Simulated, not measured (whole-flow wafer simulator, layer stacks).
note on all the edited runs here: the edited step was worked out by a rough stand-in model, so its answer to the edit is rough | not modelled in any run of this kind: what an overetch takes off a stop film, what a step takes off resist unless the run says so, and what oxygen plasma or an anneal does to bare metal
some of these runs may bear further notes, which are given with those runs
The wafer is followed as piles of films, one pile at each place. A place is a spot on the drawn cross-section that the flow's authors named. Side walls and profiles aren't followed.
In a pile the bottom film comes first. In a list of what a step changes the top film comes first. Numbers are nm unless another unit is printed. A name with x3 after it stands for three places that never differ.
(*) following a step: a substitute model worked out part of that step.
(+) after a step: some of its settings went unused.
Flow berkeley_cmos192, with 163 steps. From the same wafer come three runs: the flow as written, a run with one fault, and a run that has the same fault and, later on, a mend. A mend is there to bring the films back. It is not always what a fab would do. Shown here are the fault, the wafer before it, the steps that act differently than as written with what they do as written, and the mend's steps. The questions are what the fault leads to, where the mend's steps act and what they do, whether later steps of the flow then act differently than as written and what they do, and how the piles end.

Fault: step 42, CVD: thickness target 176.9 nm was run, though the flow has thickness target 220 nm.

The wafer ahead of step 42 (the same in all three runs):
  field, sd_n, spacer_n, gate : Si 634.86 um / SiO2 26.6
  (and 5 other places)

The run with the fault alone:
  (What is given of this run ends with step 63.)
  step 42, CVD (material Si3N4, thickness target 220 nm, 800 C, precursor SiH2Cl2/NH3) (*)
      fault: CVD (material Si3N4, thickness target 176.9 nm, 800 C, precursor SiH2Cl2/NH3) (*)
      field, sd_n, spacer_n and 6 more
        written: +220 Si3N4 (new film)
        fault: +176.9 Si3N4 (new film)
  Steps later in the flow that act otherwise than as written (not shown: 2 more steps that differ only slightly, by at most 2% or 0.5 nm, whichever is larger):
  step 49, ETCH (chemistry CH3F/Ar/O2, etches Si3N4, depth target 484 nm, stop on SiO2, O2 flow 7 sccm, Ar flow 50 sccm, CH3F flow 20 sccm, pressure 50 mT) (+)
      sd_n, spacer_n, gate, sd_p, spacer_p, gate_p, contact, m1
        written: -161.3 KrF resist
        fault: -132.6 KrF resist
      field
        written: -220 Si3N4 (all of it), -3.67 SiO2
        fault: -176.9 Si3N4 (all of it), -3.67 SiO2
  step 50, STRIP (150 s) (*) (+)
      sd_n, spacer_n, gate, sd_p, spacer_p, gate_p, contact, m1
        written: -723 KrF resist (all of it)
        fault: -751.8 KrF resist (all of it)
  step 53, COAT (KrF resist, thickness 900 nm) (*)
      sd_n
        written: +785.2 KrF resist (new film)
        fault: +807.1 KrF resist (new film)
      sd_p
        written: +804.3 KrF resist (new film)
        fault: +822.5 KrF resist (new film)
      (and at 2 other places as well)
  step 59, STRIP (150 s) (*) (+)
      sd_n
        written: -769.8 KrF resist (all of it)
        fault: -791.7 KrF resist (all of it)
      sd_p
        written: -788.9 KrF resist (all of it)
        fault: -807 KrF resist (all of it)
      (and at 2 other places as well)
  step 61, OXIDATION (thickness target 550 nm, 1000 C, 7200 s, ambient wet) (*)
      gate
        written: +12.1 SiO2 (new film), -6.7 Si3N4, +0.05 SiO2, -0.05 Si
        fault: +12.1 SiO2 (new film), -6.7 Si3N4
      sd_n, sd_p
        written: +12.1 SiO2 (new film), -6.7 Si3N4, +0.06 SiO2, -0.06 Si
        fault: +12.1 SiO2 (new film), -6.7 Si3N4, +0.59 SiO2, -0.29 Si
  The piles after step 63 differ from the flow's at sd_n, spacer_n, gate, sd_p, spacer_p, gate_p, contact, m1 by more than 2% or 0.5 nm, whichever is larger.
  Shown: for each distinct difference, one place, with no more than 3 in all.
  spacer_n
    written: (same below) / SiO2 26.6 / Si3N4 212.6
    fault: (same below) / SiO2 26.6 / Si3N4 169.5
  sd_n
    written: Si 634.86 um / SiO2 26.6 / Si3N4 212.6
    fault: Si 634.86 um / SiO2 27.1 / Si3N4 169.5
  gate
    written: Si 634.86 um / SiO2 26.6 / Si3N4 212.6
    fault: Si 634.86 um / SiO2 26.6 / Si3N4 169.5

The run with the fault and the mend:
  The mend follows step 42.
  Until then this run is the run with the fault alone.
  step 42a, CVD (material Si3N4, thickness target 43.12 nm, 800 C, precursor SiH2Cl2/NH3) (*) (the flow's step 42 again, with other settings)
      field, sd_n, spacer_n and 6 more
        +43.1 Si3N4
  None of the later steps of the flow differs from how it acts as written, at any place that is followed, by more than 2% or 0.5 nm, whichever is larger.
  By the end, the piles equal the flow's at every place that both follow.
